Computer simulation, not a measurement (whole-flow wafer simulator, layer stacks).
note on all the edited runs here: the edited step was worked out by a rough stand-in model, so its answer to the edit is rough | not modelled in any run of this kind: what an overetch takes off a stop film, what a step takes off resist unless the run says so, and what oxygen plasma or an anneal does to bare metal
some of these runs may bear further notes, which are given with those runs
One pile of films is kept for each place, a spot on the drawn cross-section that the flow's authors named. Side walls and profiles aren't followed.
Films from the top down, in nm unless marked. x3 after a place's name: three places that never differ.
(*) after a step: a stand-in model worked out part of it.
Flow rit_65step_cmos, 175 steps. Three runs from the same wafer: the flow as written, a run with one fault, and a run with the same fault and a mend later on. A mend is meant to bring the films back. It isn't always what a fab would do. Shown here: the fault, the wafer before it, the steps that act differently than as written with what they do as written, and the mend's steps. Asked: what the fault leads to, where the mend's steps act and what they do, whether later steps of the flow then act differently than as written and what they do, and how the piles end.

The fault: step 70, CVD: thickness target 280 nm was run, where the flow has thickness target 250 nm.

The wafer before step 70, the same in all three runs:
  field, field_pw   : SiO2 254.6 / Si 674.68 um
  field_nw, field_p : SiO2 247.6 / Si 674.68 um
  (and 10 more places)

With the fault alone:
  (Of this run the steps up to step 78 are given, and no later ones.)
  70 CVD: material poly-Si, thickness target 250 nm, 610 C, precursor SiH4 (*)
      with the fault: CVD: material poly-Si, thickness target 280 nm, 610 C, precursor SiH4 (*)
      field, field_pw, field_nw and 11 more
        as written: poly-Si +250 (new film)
        with the fault: poly-Si +280 (new film)
  No later step of the flow up to step 78 acts differently than as written, at any place that is followed, by more than 2% or 0.5 nm, whichever is larger.
  After step 78 the piles differ from the flow's by more than 2% or 0.5 nm, whichever is larger, at field, field_pw, field_nw and 11 more.
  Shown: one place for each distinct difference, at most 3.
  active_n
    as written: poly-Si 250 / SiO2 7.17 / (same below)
    with the fault: poly-Si 280 / SiO2 7.17 / (same below)
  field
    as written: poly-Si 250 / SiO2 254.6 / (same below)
    with the fault: poly-Si 280 / SiO2 254.6 / (same below)
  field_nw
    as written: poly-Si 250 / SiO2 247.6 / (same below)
    with the fault: poly-Si 280 / SiO2 247.6 / (same below)

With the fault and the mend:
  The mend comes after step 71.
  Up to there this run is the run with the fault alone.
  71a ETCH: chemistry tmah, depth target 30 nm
      field, field_pw, field_nw and 11 more
        poly-Si -30
  No later step of the flow acts differently than as written at any place that is followed.
  At the end the piles are the same as the flow's at every place that both follow.
